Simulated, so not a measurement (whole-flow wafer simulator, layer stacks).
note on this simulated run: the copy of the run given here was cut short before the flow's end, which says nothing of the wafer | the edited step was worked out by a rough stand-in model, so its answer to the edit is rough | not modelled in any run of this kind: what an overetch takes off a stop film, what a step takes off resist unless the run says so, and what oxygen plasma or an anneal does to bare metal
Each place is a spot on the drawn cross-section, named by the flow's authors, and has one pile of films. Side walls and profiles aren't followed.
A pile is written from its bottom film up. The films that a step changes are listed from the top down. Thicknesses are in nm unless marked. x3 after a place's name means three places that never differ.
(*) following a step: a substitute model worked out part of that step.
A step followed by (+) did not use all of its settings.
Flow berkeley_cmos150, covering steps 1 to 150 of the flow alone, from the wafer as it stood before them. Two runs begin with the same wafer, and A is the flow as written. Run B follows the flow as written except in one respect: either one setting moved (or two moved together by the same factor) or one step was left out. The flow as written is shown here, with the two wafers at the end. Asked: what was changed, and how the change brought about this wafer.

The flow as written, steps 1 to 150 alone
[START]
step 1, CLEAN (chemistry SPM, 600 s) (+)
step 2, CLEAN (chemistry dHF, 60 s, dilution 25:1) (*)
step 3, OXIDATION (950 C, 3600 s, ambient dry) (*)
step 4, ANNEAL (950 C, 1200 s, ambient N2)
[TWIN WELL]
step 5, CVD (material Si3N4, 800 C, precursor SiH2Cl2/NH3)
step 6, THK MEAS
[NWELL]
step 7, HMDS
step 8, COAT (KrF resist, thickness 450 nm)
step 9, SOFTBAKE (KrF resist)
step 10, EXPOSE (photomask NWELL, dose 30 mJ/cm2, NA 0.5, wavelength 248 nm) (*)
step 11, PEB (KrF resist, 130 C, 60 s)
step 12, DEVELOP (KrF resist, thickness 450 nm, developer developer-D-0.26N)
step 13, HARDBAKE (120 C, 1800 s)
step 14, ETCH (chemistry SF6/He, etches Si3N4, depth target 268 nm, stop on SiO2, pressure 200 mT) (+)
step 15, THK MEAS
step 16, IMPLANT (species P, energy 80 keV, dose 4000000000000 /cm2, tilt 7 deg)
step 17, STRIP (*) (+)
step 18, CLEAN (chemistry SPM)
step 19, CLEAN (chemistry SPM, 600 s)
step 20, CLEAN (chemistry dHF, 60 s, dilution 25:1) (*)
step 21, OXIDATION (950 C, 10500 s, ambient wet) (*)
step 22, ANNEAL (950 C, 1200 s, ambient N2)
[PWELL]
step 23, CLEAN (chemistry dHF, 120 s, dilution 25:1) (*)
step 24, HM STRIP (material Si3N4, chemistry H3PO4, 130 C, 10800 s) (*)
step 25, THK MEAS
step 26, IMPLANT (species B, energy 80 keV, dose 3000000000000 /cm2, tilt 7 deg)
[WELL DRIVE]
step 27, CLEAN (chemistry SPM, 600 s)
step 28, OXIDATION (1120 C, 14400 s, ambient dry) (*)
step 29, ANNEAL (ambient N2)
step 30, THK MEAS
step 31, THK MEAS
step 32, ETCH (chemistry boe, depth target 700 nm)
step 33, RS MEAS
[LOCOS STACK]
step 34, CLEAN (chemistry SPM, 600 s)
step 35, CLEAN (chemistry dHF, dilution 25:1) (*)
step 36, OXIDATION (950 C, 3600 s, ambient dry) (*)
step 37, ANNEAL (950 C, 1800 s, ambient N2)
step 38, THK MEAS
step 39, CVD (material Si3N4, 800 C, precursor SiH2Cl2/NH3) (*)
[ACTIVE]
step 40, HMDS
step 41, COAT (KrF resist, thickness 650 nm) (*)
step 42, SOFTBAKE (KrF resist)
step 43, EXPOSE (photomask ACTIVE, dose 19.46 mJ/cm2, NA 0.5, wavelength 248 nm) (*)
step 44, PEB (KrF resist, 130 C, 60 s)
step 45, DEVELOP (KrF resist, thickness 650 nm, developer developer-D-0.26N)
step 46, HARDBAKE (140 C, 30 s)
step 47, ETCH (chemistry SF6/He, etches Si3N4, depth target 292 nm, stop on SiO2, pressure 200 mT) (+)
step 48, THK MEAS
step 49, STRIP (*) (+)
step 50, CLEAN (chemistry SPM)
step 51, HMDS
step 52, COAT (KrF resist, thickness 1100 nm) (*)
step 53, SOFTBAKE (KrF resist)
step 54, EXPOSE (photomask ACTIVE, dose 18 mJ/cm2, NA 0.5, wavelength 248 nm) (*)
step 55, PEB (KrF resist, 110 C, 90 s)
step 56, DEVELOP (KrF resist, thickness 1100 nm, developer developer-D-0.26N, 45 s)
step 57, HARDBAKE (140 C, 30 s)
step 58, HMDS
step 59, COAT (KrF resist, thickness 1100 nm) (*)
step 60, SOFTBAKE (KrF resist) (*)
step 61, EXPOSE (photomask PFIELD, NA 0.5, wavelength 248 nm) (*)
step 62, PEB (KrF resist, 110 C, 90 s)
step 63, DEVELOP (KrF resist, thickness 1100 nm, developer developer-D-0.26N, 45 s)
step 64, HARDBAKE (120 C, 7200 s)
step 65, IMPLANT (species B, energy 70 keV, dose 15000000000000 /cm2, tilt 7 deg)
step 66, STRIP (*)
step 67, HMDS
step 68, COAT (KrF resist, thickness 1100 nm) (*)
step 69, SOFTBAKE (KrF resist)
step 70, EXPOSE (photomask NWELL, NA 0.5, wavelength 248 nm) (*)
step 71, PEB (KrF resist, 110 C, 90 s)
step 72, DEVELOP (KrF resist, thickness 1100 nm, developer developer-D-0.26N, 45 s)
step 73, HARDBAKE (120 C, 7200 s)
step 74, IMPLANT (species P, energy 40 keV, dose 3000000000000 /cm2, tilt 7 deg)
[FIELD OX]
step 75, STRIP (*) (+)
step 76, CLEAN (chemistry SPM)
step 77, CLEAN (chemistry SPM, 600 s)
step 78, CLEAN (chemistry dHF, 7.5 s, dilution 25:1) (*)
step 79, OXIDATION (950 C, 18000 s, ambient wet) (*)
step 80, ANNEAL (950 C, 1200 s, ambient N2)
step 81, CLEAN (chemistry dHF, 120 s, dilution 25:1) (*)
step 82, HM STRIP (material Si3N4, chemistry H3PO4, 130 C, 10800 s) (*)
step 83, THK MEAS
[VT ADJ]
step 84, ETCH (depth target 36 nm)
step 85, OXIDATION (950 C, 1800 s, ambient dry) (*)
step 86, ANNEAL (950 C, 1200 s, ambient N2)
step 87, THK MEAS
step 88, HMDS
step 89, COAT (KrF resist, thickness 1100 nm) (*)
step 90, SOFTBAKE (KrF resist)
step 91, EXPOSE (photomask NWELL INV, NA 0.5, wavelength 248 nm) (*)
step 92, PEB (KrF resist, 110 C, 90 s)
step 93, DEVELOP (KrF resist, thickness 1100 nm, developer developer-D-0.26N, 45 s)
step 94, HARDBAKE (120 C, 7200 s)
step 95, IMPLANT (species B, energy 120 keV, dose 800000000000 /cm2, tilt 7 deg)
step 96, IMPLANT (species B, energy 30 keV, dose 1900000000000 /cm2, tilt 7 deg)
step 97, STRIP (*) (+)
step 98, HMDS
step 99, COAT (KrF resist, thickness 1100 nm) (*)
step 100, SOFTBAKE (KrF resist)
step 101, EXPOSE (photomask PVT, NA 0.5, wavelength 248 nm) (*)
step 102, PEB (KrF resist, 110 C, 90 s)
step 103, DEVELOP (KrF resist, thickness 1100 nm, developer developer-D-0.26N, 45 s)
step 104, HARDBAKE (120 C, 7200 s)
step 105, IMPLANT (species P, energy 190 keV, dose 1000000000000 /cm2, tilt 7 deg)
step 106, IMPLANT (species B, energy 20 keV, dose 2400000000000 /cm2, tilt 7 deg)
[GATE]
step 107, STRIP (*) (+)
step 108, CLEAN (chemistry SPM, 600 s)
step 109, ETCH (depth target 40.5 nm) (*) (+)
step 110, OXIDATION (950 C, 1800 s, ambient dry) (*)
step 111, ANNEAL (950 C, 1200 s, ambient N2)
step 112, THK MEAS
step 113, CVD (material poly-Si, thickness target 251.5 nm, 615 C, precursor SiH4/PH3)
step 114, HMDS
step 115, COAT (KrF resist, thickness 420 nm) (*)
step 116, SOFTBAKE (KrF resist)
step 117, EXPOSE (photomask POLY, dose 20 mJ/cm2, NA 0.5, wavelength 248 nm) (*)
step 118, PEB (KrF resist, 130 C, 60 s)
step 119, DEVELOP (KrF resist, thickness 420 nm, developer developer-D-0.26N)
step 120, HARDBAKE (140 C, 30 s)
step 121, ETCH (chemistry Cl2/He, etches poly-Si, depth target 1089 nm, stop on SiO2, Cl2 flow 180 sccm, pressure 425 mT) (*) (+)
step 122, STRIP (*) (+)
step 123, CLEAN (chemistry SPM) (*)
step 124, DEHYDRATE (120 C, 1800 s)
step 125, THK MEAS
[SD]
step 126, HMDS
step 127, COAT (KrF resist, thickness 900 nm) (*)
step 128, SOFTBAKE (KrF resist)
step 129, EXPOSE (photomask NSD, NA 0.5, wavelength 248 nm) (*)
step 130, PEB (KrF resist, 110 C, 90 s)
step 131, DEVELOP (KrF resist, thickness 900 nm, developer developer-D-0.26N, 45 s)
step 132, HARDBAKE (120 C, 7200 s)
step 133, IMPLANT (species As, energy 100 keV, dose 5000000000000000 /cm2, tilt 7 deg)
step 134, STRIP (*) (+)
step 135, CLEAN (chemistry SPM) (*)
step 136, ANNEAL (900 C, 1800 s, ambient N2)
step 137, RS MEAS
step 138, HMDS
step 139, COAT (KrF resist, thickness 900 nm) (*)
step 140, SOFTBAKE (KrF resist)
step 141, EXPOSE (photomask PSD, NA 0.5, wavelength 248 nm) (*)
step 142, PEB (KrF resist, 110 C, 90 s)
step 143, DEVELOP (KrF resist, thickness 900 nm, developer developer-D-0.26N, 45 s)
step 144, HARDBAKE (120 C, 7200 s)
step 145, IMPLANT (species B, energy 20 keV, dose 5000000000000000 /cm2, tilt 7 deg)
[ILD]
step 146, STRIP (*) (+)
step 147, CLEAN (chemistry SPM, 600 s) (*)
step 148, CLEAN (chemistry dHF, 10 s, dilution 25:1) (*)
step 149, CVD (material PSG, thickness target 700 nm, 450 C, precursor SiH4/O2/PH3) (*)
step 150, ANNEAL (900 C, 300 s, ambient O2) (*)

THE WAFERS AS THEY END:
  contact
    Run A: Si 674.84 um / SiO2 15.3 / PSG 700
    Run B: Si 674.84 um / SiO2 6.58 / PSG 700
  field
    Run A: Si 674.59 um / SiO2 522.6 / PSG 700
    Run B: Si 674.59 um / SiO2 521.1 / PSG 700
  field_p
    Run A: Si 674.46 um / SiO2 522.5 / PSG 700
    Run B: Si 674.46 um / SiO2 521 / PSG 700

What caused this: step 110, OXIDATION: 720 s was run, whereas the flow has 1800 s.

The path from the change to this, step by step:
  step 110, OXIDATION (950 C, 1800 s, ambient dry) (*)
      sd_n, gate_n, sd_p, gate_p, contact, m1: A SiO2 gains 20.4 (new film), Si loses 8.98 | B SiO2 gains 11.7 (new film), Si loses 5.14
      field, field_p: A SiO2 gains 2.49, Si loses 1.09 | B SiO2 gains 1, Si loses 0.44
